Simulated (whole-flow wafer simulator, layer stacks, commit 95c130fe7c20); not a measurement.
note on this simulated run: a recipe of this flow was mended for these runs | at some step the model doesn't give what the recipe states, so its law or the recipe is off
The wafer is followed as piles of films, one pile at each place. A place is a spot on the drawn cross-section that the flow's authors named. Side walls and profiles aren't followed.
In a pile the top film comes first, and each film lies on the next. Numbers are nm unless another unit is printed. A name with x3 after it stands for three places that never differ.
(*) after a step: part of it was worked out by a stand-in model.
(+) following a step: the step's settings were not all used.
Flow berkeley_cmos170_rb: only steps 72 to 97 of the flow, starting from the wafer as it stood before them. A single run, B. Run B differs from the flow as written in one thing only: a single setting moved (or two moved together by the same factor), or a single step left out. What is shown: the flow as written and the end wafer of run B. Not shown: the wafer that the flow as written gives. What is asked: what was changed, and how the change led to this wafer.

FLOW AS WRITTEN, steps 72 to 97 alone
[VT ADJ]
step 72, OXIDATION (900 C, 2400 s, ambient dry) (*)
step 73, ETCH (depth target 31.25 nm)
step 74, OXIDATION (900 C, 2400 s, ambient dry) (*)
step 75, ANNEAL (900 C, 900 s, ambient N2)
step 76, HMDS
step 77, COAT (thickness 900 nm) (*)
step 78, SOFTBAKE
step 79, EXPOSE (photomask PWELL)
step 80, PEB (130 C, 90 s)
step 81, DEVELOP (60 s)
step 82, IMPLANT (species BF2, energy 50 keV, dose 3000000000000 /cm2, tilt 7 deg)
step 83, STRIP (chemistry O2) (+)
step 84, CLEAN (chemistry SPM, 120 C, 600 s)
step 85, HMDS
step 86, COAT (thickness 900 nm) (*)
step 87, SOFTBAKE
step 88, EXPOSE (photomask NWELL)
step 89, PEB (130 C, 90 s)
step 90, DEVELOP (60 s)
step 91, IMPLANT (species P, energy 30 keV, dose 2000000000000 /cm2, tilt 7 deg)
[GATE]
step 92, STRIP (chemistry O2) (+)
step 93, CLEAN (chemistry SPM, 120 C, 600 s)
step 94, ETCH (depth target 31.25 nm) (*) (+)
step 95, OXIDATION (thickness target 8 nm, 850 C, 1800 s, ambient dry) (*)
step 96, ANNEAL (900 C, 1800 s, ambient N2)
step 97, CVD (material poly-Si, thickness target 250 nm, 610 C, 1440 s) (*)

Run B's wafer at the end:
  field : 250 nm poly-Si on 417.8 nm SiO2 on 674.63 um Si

Cause: step 73, ETCH: depth target 45.31 nm was run, whereas the flow has depth target 31.25 nm.

The path from the change to this, step by step:
  step 73, ETCH (depth target 31.25 nm)
      field: -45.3 SiO2 (as written it would have been: -31.2 SiO2)
